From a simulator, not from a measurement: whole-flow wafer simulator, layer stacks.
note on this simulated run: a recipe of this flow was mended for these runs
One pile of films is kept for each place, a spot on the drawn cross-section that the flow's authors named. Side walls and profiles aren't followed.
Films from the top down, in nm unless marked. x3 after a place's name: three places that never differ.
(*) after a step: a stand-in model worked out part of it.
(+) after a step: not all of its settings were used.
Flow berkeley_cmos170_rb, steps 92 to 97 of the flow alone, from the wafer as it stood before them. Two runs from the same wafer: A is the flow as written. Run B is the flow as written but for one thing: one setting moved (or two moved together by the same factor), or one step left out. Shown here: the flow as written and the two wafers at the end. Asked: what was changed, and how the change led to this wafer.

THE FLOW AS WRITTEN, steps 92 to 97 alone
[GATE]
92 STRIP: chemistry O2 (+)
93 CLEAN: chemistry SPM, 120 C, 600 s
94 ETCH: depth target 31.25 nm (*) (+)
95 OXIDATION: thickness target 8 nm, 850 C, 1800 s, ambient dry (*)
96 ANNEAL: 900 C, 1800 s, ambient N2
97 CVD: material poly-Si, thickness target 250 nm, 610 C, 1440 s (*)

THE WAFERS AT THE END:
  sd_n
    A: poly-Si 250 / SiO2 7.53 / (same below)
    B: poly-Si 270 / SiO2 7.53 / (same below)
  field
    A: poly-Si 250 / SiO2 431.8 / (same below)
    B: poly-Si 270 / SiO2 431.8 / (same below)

The cause: step 97, CVD: 1555 s was run, where the flow has 1440 s.

How the change led to this, step by step:
  97 CVD: material poly-Si, thickness target 250 nm, 610 C, 1440 s (*)
      field, sd_n, spacer_n, gate, sd_p, spacer_p x2, contact, m1: A poly-Si +250 (new film) | B poly-Si +270 (new film)
